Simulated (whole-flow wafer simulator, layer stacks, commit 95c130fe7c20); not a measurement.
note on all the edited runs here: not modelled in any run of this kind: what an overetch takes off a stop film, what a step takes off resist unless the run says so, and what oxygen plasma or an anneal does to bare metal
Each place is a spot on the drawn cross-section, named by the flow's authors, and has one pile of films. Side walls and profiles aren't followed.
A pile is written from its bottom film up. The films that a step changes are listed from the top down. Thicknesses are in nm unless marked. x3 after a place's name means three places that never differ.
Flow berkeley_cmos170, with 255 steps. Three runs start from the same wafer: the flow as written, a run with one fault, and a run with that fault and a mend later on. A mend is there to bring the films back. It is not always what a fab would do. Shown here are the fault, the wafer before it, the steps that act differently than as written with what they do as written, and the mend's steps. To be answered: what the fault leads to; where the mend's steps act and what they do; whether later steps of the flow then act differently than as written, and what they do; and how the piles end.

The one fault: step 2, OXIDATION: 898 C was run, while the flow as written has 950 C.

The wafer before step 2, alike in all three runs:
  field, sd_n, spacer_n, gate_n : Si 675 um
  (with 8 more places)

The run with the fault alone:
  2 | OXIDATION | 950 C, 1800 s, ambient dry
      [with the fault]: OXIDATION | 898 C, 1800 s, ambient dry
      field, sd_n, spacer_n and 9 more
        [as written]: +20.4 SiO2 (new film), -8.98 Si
        [with the fault]: +12.2 SiO2 (new film), -5.37 Si
  Steps later in the flow that act otherwise than as written:
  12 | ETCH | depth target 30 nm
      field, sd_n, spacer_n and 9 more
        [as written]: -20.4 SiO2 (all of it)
        [with the fault]: -12.2 SiO2 (all of it)
  When the end is reached, the piles differ only a little from the flow's at the places that both follow, at most by 2% or 0.5 nm, whichever is larger.

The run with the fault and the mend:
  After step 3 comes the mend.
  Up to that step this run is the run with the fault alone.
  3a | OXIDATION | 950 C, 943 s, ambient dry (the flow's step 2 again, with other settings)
      field, sd_n, spacer_n and 9 more
        +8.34 SiO2, -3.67 Si
  Every later step of the flow that is run acts as written, at every place that is followed, to within 2% or 0.5 nm, whichever is larger.
  When the end is reached, the piles differ only a little from the flow's at the places that both follow, at most by 2% or 0.5 nm, whichever is larger.
